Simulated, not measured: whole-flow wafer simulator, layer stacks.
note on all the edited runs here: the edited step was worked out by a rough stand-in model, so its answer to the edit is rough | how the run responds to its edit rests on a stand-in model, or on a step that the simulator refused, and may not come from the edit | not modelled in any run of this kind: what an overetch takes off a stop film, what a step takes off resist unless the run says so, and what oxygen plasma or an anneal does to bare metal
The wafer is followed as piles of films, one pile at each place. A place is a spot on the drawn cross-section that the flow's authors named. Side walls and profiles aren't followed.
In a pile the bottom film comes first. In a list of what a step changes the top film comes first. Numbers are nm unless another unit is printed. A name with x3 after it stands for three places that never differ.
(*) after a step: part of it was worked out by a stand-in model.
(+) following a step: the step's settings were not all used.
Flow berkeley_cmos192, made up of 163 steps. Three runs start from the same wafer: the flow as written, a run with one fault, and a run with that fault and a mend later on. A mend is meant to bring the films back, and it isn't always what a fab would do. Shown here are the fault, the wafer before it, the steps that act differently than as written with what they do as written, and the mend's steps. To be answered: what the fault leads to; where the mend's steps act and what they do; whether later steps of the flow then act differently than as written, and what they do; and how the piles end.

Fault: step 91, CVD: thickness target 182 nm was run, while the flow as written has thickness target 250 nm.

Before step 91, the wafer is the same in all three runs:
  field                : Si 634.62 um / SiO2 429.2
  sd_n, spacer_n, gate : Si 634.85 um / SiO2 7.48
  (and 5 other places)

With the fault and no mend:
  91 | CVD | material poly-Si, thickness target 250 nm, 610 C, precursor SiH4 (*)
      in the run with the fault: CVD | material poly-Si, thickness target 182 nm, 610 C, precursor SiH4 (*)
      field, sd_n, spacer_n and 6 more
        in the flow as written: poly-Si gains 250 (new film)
        in the run with the fault: poly-Si gains 182 (new film)
  Steps further on in the flow that do not act as written (not shown: 18 more steps that differ only slightly, by at most 2% or 0.5 nm, whichever is larger):
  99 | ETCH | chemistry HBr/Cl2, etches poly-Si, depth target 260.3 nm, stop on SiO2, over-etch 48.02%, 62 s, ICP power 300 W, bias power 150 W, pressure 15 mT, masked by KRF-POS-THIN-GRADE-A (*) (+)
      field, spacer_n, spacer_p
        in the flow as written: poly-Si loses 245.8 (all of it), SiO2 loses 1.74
        in the run with the fault: poly-Si loses 177.8 (all of it), SiO2 loses 6.97
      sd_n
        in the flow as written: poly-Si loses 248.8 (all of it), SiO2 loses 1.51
        in the run with the fault: poly-Si loses 180.8 (all of it), SiO2 loses 6.74
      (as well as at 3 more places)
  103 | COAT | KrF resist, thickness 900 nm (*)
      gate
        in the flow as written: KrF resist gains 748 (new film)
        in the run with the fault: KrF resist gains 803.1 (new film)
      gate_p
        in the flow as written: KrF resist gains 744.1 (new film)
        in the run with the fault: KrF resist gains 799.2 (new film)
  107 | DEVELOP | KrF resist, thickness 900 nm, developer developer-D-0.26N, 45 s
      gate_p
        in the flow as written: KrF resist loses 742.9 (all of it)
        in the run with the fault: KrF resist loses 797.9 (all of it)
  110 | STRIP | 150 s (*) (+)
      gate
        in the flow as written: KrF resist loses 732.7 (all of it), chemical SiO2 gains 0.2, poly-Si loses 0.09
        in the run with the fault: KrF resist loses 787.7 (all of it), chemical SiO2 gains 0.2, poly-Si loses 0.09
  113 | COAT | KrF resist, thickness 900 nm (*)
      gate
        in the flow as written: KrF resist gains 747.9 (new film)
        in the run with the fault: KrF resist gains 802.5 (new film)
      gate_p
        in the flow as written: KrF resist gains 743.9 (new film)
        in the run with the fault: KrF resist gains 798.4 (new film)
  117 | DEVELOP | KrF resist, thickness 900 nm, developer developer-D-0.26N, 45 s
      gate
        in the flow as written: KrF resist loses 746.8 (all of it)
        in the run with the fault: KrF resist loses 801.2 (all of it)
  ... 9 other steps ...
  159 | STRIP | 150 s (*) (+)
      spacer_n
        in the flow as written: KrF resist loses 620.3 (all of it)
        in the run with the fault: KrF resist loses 656.9 (all of it)
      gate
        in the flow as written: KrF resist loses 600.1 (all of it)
        in the run with the fault: KrF resist loses 633.2 (all of it)
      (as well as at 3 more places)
  By the end, the piles at spacer_n, gate, spacer_p, gate_p depart from the flow's by more than 2% or 0.5 nm, whichever is larger.
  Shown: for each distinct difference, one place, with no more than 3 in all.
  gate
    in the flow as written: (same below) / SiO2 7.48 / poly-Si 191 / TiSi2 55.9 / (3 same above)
    in the run with the fault: (same below) / SiO2 7.48 / poly-Si 123 / TiSi2 55.9 / (3 same above)
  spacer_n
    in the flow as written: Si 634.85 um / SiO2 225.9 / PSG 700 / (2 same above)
    in the run with the fault: Si 634.85 um / SiO2 157.9 / PSG 700 / (2 same above)
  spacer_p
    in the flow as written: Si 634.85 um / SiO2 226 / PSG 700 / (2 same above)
    in the run with the fault: Si 634.85 um / SiO2 158 / PSG 700 / (2 same above)

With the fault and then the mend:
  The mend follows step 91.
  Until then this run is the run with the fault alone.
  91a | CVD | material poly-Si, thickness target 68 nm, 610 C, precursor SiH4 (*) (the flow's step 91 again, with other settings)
      field, sd_n, spacer_n and 6 more
        poly-Si gains 68
  Later steps of the flow that are run all act as written at every place that is followed, up to a difference of at most 2% or 0.5 nm, whichever is larger.
  By the end, the piles equal the flow's at every place that both follow.
